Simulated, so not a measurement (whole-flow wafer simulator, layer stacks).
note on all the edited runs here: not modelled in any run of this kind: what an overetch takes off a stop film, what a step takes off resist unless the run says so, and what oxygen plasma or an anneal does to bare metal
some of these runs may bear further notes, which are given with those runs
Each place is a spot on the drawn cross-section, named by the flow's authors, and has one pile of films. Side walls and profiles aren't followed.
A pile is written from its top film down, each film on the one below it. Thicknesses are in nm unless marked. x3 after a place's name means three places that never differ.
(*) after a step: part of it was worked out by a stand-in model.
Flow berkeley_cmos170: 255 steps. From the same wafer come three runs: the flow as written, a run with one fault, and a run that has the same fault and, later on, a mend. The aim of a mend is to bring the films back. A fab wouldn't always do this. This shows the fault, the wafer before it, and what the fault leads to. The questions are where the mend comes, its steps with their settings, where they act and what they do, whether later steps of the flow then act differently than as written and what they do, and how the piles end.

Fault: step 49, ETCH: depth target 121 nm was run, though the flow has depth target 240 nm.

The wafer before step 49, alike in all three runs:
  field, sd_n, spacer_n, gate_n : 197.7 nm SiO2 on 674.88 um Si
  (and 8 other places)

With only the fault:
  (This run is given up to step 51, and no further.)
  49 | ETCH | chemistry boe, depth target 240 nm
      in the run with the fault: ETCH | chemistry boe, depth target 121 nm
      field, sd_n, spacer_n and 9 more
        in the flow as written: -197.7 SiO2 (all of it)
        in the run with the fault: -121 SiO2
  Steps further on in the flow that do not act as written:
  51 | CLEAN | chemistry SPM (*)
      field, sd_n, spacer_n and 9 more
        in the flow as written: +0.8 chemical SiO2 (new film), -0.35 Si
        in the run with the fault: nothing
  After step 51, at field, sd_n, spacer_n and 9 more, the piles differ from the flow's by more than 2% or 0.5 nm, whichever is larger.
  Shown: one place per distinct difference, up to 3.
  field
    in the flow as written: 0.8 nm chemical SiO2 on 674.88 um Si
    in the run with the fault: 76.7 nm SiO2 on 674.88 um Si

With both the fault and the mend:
  The mend follows step 50.
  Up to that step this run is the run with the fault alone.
  50a | ETCH | chemistry boe, depth target 119 nm (a further turn of the flow's step 49, with different settings)
      field, sd_n, spacer_n and 9 more
        -76.7 SiO2 (all of it)
  Later steps of the flow that are run all act as written at every place that is followed.
  By the end, the piles equal the flow's at every place that both follow.
